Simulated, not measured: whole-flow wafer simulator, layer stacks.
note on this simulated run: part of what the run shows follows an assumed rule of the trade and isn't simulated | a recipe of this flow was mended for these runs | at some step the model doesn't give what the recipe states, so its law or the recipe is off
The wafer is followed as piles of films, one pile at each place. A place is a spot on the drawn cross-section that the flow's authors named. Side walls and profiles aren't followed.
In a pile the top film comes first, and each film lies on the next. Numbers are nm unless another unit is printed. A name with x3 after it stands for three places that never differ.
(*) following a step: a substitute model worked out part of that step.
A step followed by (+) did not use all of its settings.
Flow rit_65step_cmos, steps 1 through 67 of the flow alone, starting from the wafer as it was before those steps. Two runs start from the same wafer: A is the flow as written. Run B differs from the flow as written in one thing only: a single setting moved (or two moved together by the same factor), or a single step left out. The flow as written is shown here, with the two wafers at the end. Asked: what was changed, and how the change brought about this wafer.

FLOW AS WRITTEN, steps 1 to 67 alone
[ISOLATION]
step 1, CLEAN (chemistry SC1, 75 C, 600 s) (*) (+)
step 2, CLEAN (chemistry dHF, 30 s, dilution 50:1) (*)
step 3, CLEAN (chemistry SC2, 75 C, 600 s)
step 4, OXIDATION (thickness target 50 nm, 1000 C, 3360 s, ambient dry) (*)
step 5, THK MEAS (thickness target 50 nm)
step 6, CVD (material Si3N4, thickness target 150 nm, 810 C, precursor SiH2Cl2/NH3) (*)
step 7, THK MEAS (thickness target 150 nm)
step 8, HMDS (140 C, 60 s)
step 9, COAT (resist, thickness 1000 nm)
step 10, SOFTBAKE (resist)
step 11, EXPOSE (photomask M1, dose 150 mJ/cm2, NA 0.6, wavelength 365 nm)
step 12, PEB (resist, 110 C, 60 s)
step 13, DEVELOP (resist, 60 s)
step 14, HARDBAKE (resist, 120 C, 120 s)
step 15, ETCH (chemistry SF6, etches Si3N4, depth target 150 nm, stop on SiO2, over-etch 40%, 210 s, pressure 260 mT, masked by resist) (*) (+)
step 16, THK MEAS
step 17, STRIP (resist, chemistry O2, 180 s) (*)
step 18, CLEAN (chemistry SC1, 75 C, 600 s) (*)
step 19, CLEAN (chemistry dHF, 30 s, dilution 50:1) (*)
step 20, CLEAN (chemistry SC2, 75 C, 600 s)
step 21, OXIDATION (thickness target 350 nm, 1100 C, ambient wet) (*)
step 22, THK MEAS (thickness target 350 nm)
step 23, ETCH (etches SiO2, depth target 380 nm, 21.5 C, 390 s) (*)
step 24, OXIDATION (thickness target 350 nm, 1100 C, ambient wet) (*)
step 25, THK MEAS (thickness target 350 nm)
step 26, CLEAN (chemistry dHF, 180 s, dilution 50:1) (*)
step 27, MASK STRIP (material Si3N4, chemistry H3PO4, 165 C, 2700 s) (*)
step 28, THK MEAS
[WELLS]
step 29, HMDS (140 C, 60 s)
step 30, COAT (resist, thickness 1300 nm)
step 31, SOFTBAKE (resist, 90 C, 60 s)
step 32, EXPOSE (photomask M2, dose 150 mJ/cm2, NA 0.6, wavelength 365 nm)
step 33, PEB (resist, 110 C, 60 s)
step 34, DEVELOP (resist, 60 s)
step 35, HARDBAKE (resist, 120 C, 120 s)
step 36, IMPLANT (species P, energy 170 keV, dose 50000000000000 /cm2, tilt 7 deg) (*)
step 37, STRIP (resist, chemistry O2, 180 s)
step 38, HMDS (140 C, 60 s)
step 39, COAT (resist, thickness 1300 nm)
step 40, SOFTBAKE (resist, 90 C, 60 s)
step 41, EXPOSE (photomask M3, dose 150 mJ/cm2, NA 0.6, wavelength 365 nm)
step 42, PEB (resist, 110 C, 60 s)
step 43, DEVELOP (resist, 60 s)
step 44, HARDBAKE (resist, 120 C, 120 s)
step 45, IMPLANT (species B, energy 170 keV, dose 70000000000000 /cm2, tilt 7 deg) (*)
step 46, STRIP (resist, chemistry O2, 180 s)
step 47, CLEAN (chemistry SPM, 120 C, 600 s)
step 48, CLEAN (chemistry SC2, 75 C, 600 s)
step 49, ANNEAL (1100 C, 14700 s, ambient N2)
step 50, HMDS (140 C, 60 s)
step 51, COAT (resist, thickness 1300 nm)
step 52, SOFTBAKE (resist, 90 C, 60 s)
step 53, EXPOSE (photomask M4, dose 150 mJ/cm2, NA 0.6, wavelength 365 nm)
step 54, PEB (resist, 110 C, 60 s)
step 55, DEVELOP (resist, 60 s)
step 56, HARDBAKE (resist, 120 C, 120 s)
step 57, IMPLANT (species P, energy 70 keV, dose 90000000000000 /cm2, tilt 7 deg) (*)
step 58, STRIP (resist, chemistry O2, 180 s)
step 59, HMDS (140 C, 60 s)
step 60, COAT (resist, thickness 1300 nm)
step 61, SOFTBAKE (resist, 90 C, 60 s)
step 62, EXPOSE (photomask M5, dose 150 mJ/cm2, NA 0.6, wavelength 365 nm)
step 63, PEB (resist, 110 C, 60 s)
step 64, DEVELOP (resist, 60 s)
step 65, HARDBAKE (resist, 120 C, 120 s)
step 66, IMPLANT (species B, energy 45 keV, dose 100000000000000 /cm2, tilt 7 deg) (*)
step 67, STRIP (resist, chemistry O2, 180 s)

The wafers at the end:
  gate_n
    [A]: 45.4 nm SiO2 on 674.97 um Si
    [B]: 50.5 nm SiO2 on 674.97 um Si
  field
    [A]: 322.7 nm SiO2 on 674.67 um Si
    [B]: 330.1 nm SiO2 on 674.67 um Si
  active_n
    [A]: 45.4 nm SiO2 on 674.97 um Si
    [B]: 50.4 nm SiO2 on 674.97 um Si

What caused this: step 27, MASK STRIP: 149 C was run, whereas the flow has 165 C.

Step by step, how the change led to this:
  step 27, MASK STRIP (material Si3N4, chemistry H3PO4, 165 C, 2700 s) (*)
      active_n, active_p, gate_n and 7 more: A Si3N4 loses 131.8 (all of it), SiO2 loses 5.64 | B Si3N4 loses 131.8 (all of it), SiO2 loses 0.6
      field, field_pw, field_nw, field_p: A SiO2 loses 10.7 | B SiO2 loses 3.21
